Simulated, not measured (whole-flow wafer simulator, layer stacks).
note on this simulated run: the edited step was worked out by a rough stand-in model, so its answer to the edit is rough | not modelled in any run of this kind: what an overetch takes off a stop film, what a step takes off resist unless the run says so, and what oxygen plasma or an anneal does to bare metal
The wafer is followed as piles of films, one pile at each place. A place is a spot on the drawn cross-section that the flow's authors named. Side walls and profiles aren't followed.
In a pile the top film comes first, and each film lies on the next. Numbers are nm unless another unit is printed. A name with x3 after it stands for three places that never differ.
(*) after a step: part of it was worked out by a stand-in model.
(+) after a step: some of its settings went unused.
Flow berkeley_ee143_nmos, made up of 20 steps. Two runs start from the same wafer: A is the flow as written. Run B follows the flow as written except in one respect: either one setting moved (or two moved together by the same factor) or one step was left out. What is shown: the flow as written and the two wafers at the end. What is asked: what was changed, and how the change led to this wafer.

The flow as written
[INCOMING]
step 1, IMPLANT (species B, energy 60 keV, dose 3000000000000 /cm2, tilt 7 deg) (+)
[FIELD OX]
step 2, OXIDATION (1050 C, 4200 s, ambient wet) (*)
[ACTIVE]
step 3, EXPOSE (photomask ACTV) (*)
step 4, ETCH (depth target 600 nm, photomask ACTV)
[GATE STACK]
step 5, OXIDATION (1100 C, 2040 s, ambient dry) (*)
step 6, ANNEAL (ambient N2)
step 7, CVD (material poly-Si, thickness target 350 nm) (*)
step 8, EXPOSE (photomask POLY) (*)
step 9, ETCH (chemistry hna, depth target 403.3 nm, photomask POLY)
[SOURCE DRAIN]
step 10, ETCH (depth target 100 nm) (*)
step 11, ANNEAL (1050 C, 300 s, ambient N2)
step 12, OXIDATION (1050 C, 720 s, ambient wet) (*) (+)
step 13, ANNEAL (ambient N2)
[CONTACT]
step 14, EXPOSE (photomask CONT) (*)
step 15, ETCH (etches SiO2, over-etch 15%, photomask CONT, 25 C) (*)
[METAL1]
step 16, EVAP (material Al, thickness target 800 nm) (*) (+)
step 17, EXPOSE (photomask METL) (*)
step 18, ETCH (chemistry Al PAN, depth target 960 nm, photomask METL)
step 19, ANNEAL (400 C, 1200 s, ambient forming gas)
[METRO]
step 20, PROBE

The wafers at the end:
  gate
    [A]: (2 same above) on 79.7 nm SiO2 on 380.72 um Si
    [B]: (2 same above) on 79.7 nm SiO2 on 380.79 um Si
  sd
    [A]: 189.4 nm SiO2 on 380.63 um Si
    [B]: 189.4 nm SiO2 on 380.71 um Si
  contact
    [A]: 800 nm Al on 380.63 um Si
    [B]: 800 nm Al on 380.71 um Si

What caused this: step 2, OXIDATION: 2327 s was run, whereas the flow has 4200 s.

How this came from the change, step by step:
  step 2, OXIDATION (1050 C, 4200 s, ambient wet) (*)
      gate, sd, contact, field: A SiO2 gains 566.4 (new film), chemical SiO2 loses 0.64 (all of it), Si loses 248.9 | B SiO2 gains 395.7 (new film), chemical SiO2 loses 0.64 (all of it), Si loses 173.8
  step 4, ETCH (depth target 600 nm, photomask ACTV)
      gate, sd, contact: A SiO2 loses 566.4 (all of it) | B SiO2 loses 395.7 (all of it)
  step 5, OXIDATION (1100 C, 2040 s, ambient dry) (*)
      field: A SiO2 gains 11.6, Si loses 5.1 | B SiO2 gains 15.7, Si loses 6.89
  step 12, OXIDATION (1050 C, 720 s, ambient wet) (*) (+)
      field: A SiO2 gains 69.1, Si loses 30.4 | B SiO2 gains 90.5, Si loses 39.8
